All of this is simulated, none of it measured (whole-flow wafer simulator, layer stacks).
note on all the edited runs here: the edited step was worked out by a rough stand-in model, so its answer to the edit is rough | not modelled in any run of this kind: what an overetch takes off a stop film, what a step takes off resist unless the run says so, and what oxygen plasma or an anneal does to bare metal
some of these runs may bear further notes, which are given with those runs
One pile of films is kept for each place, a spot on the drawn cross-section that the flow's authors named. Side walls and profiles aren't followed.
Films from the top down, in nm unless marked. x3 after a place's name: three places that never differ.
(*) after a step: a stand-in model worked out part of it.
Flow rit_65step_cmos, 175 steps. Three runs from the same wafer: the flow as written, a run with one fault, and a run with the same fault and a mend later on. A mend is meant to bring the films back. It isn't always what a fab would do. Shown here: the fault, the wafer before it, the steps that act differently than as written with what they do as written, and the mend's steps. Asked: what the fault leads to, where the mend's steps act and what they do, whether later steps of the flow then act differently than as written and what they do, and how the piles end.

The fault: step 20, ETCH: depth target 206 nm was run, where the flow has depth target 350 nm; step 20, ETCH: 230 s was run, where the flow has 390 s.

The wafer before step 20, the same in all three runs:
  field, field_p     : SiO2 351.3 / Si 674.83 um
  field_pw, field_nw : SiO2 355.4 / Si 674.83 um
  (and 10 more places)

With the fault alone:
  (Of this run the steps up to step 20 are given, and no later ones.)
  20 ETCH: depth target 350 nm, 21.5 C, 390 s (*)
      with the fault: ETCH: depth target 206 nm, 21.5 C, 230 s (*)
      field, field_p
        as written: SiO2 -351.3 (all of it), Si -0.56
        with the fault: SiO2 -224.6
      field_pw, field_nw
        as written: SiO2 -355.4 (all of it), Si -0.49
        with the fault: SiO2 -224.6
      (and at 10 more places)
  After step 20 the piles differ from the flow's by more than 2% or 0.5 nm, whichever is larger, at field, field_pw, field_nw, field_p.
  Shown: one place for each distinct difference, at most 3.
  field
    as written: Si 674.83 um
    with the fault: SiO2 126.7 / Si 674.83 um
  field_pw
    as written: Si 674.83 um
    with the fault: SiO2 130.7 / Si 674.83 um

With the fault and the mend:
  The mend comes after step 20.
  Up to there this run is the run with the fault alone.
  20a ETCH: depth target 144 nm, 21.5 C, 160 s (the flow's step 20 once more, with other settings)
      field, field_p
        SiO2 -126.7 (all of it)
      field_pw, field_nw
        SiO2 -130.7 (all of it)
  No later step of the flow acts differently than as written, at any place that is followed, by more than 2% or 0.5 nm, whichever is larger.
  At the end the piles differ from the flow's only slightly at the places that both follow, by at most 2% or 0.5 nm, whichever is larger.
